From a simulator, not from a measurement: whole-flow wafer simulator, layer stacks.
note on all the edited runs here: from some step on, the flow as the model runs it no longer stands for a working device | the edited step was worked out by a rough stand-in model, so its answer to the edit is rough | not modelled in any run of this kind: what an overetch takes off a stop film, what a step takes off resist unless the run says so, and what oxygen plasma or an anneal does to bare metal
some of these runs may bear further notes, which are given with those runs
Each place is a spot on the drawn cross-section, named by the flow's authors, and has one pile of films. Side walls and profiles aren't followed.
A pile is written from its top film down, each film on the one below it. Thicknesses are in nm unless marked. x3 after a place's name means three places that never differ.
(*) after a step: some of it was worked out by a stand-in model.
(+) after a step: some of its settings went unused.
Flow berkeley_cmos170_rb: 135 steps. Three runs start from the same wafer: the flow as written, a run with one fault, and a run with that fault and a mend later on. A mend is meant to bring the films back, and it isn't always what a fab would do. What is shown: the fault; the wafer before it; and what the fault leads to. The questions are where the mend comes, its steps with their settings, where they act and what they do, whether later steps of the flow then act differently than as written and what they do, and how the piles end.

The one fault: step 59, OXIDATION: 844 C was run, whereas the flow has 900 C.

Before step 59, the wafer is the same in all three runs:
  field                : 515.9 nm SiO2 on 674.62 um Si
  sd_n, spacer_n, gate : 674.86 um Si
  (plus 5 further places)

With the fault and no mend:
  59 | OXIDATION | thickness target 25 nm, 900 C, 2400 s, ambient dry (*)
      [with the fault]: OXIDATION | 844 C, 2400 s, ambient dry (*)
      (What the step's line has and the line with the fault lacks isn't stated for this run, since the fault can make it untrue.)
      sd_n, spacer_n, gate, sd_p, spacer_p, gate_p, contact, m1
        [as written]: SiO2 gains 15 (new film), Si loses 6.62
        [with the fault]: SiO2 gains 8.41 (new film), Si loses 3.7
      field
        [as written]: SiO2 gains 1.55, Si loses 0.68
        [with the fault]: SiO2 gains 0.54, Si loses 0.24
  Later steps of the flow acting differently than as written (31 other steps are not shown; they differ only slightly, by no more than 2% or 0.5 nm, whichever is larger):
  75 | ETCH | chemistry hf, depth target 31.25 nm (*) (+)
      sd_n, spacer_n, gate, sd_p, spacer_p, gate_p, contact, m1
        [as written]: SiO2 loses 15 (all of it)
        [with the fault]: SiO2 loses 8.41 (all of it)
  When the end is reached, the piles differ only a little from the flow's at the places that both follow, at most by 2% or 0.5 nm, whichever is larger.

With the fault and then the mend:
  The mend follows step 59.
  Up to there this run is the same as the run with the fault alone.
  59a | OXIDATION | 900 C, 1491 s, ambient dry (*) (a further turn of the flow's step 59, with different settings)
      sd_n, spacer_n, gate, sd_p, spacer_p, gate_p, contact, m1
        SiO2 gains 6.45, Si loses 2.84
      field
        SiO2 gains 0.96, Si loses 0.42
  Later steps of the flow that are run all act as written at every place that is followed, up to a difference of at most 2% or 0.5 nm, whichever is larger.
  When the end is reached, the piles differ only a little from the flow's at the places that both follow, at most by 2% or 0.5 nm, whichever is larger.
